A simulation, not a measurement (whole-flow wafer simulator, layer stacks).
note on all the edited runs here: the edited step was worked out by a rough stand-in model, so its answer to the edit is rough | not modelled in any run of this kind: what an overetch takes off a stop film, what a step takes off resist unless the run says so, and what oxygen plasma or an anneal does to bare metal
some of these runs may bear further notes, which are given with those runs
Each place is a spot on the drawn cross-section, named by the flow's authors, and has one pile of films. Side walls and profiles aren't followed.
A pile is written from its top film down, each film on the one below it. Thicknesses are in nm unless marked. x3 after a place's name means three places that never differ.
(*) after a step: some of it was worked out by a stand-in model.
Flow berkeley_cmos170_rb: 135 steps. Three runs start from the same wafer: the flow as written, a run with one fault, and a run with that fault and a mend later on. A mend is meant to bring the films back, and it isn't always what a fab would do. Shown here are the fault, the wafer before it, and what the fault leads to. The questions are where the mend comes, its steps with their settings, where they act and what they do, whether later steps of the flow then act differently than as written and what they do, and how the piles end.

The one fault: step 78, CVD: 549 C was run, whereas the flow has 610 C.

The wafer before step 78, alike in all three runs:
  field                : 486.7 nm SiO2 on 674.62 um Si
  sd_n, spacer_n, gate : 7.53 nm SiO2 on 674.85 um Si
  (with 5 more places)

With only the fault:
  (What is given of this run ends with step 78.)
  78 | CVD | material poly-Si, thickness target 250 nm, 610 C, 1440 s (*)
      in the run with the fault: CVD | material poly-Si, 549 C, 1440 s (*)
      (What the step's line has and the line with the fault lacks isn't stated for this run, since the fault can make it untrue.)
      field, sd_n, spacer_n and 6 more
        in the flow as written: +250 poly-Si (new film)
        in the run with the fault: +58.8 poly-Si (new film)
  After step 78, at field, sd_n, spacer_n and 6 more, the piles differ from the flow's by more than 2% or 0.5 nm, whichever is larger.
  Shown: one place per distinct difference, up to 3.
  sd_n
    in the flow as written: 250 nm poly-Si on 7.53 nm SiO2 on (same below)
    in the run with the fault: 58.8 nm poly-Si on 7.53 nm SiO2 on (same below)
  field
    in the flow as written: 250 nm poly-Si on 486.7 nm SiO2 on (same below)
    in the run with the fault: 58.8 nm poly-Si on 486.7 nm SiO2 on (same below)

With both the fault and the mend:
  The mend stands after step 78.
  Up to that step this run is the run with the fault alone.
  78a | CVD | material poly-Si, thickness target 191 nm, 610 C, 1101 s (*) (the flow's step 78, run once more with other settings)
      field, sd_n, spacer_n and 6 more
        +191 poly-Si
  Later steps of the flow that are run all act as written at every place that is followed, up to a difference of at most 2% or 0.5 nm, whichever is larger.
  At the end the piles are close to the flow's at the places that both follow, differing by at most 2% or 0.5 nm, whichever is larger.
